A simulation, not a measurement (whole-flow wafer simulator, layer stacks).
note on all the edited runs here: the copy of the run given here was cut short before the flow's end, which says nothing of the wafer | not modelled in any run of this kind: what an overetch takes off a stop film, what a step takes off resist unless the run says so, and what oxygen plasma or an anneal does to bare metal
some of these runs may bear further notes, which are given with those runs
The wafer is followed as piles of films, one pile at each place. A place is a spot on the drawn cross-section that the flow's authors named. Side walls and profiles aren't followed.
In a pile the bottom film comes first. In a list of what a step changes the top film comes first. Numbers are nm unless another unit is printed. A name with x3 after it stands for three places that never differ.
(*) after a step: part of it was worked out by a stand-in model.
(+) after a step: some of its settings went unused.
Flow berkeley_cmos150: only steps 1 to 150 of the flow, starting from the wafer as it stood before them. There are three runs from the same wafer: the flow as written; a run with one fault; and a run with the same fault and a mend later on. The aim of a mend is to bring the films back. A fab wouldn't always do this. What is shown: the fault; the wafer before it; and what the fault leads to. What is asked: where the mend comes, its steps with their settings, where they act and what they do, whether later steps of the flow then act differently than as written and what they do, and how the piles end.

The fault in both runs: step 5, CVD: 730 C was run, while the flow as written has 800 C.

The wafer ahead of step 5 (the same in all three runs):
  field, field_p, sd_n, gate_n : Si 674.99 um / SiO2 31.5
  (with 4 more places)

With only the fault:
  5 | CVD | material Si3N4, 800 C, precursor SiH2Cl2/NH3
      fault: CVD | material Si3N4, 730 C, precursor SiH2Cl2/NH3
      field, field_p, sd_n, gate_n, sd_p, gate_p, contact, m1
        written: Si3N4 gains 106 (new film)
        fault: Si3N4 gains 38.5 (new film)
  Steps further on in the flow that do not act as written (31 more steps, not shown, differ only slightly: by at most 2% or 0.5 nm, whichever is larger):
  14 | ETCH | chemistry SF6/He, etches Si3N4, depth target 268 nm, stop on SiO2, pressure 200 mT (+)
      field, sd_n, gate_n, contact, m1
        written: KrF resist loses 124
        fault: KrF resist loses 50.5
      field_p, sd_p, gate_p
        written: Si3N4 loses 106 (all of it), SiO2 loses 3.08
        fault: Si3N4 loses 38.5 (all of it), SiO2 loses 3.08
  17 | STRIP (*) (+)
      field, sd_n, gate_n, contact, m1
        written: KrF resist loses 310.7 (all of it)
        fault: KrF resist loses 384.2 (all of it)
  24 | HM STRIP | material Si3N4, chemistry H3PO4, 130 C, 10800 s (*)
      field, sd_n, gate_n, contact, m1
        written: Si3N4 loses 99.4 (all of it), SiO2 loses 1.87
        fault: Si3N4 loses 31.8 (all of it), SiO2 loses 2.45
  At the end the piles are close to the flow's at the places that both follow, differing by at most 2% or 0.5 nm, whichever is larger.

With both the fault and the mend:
  After step 13 comes the mend.
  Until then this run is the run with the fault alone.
  13a | STRIP (*) (+)
      field, sd_n, gate_n, contact, m1
        KrF resist loses 434.7 (all of it)
  13b | CLEAN | chemistry SPM, 600 s (the flow's step 1, run once more)
      alters no film at any place that is followed
  13c | CVD | material Si3N4, 800 C, precursor SiH2Cl2/NH3 (the flow's step 5, run once more with other settings, which are not printed)
      field, field_p, sd_n, gate_n, sd_p, gate_p, contact, m1
        Si3N4 gains 67.6
  13d | HMDS (the flow's step 7, run once more)
      alters no film at any place that is followed
  13e | COAT | KrF resist, thickness 450 nm (the flow's step 8, run once more)
      field, field_p, sd_n, gate_n, sd_p, gate_p, contact, m1
        KrF resist gains 450 (new film)
  13f | SOFTBAKE | KrF resist (the flow's step 9, run once more)
      alters no film at any place that is followed
  13g | EXPOSE | photomask NWELL, dose 30 mJ/cm2, NA 0.5, wavelength 248 nm (*) (the flow's step 10, run once more)
      alters no film at any place that is followed
  13h | PEB | KrF resist, 130 C, 60 s (the flow's step 11, run once more)
      field, field_p, sd_n, gate_n, sd_p, gate_p, contact, m1
        KrF resist loses 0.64
  13i | DEVELOP | KrF resist, thickness 450 nm, developer developer-D-0.26N (the flow's step 12, run once more)
      field, sd_n, gate_n, contact, m1
        KrF resist loses 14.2
      field_p, sd_p, gate_p
        KrF resist loses 449.4 (all of it)
  13j | HARDBAKE | 120 C, 1800 s (the flow's step 13, run once more)
      field, sd_n, gate_n, contact, m1
        KrF resist loses 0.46
  Every later step of the flow that is run acts as written, at every place that is followed, to within 2% or 0.5 nm, whichever is larger.
  The piles end the same as the flow's at every place that both follow.
